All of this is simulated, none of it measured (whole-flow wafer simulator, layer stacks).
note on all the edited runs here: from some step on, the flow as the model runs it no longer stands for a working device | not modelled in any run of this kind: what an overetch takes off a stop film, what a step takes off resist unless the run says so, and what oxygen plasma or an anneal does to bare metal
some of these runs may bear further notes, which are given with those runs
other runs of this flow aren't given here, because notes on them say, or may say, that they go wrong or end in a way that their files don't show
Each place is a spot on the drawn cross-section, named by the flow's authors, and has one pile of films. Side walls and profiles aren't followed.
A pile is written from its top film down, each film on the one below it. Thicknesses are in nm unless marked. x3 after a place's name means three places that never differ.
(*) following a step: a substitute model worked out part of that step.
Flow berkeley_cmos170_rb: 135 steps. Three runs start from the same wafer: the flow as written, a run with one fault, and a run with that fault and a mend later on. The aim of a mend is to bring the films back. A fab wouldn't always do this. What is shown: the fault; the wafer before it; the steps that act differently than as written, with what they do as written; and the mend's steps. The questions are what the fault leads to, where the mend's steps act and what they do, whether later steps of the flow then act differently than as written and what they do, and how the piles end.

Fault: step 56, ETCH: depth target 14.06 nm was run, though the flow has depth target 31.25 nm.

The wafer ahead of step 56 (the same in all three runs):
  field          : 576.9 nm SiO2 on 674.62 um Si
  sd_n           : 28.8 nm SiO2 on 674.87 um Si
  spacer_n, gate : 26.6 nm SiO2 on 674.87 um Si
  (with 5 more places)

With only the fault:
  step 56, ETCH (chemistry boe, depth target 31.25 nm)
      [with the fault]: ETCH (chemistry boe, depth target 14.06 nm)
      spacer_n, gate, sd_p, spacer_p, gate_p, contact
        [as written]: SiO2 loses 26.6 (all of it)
        [with the fault]: SiO2 loses 14.1
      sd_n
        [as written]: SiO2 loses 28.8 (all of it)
        [with the fault]: SiO2 loses 14.1
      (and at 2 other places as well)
  Steps later in the flow that act otherwise than as written (31 more steps, not shown, differ only slightly: by at most 2% or 0.5 nm, whichever is larger):
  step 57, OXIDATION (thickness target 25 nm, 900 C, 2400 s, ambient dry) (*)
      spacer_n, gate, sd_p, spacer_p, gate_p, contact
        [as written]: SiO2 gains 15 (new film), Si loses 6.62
        [with the fault]: SiO2 gains 11.5, Si loses 5.08
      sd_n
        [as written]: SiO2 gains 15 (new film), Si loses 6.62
        [with the fault]: SiO2 gains 11.1, Si loses 4.9
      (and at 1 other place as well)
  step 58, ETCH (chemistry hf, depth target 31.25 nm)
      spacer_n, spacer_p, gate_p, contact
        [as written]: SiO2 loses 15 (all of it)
        [with the fault]: SiO2 loses 24 (all of it)
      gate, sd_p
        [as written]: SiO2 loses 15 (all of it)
        [with the fault]: SiO2 loses 24.1 (all of it)
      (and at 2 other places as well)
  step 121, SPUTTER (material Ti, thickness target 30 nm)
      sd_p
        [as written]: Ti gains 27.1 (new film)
        [with the fault]: Ti gains 25.4 (new film)
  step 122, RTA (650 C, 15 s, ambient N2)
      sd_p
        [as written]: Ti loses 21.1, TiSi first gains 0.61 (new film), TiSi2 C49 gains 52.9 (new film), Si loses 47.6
        [with the fault]: Ti loses 19.8, TiSi2 C49 gains 50.4 (new film), Si loses 45
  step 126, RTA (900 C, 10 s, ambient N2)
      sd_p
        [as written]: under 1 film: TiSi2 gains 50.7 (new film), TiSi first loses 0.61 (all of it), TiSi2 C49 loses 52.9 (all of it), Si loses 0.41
        [with the fault]: under 1 film: TiSi2 gains 47.5 (new film), TiSi2 C49 loses 50.4 (all of it)
  At sd_p, the piles at the end differ from the flow's by more than 2% or 0.5 nm, whichever is larger.
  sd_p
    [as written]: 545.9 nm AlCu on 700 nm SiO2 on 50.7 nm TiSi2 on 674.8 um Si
    [with the fault]: 541.4 nm AlCu on 700 nm SiO2 on 47.5 nm TiSi2 on 674.81 um Si

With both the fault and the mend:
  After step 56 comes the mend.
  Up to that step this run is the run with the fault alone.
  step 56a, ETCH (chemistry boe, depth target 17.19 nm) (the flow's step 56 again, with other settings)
      spacer_n, spacer_p, gate_p, contact
        SiO2 loses 12.5 (all of it)
      gate, sd_p
        SiO2 loses 12.6 (all of it)
      field
        SiO2 loses 17.2
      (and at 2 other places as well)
  None of the later steps of the flow differs from how it acts as written, at any place that is followed, by more than 2% or 0.5 nm, whichever is larger.
  By the end, the piles equal the flow's at every place that both follow.
